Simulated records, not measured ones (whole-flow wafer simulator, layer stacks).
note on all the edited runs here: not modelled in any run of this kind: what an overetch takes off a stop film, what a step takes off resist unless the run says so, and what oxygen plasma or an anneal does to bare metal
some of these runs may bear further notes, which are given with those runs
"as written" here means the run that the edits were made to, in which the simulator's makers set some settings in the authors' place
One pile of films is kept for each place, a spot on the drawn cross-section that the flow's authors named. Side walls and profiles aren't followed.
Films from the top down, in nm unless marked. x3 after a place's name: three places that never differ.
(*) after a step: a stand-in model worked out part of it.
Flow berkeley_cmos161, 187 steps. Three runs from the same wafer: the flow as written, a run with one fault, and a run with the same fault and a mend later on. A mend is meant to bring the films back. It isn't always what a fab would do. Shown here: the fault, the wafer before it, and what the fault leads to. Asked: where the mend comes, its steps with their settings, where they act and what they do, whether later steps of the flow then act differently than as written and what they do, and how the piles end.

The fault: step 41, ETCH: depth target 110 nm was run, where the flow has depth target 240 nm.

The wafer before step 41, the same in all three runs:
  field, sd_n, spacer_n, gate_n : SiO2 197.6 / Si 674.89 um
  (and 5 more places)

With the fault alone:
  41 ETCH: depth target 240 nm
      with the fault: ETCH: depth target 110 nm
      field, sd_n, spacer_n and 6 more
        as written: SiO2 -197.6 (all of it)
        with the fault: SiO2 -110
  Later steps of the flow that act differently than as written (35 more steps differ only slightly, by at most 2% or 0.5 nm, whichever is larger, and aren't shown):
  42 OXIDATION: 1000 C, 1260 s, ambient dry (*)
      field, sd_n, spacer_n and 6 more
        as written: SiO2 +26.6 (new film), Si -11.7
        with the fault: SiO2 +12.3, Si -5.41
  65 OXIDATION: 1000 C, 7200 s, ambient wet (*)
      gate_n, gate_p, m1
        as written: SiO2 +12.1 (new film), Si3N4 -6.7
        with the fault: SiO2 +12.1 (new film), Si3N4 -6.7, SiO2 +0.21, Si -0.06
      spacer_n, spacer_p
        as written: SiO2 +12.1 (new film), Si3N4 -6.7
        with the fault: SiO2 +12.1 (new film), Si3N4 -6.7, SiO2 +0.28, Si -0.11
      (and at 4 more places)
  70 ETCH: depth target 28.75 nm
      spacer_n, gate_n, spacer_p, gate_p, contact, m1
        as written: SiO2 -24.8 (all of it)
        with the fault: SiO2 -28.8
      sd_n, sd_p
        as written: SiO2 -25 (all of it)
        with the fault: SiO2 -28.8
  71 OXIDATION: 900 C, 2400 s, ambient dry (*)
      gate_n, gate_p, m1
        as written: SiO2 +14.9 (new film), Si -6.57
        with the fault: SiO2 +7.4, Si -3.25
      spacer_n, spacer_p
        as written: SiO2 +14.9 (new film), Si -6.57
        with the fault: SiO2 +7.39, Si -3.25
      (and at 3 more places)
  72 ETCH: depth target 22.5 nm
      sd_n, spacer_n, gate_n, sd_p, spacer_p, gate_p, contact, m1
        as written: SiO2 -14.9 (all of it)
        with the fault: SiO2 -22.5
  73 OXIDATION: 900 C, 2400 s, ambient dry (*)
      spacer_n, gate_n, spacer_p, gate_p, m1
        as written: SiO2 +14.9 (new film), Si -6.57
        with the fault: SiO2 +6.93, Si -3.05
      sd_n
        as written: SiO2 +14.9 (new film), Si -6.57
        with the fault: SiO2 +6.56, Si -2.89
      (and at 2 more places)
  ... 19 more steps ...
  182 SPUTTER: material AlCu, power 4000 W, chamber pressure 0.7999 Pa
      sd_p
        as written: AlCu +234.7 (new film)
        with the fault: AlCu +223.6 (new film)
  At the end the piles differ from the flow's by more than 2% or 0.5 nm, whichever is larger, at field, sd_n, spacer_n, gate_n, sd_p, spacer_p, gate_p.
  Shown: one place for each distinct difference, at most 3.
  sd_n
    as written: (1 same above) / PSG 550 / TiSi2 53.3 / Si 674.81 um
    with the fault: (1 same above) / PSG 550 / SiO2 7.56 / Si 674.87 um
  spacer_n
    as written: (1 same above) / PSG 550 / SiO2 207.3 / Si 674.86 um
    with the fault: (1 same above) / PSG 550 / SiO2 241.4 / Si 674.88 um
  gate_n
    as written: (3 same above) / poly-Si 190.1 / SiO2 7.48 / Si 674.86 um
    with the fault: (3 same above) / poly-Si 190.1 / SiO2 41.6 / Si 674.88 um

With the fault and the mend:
  The mend comes after step 41.
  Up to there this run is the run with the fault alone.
  41a ETCH: depth target 130 nm (the flow's step 41 once more, with other settings)
      field, sd_n, spacer_n and 6 more
        SiO2 -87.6 (all of it)
  No later step of the flow acts differently than as written at any place that is followed.
  At the end the piles are the same as the flow's at every place that both follow.
